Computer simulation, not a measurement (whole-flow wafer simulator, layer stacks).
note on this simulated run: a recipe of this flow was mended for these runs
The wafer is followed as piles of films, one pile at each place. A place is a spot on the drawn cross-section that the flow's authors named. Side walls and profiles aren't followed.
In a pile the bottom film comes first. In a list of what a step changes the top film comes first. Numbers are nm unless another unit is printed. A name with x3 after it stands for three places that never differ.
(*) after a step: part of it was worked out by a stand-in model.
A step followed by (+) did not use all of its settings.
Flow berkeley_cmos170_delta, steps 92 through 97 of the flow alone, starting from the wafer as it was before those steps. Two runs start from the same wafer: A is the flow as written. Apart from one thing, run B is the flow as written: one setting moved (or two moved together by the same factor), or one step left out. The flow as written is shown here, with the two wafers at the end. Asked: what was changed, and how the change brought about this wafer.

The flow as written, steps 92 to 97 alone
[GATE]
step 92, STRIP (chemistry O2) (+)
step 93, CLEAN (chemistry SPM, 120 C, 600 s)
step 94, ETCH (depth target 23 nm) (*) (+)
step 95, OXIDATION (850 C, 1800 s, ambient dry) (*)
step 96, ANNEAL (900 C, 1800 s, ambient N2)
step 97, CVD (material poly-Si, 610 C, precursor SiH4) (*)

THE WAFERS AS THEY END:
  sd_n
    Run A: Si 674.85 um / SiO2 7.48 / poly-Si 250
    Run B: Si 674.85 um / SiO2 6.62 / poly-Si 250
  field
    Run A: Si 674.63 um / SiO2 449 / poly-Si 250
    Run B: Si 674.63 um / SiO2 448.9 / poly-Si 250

The reason: step 95, OXIDATION: 838 C was run, while the flow as written has 850 C.

The path from the change to this, step by step:
  step 95, OXIDATION (850 C, 1800 s, ambient dry) (*)
      sd_n, spacer_n, gate, sd_p, spacer_p x2, contact, m1: A SiO2 gains 7.48 (new film), Si loses 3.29 | B SiO2 gains 6.62 (new film), Si loses 2.91
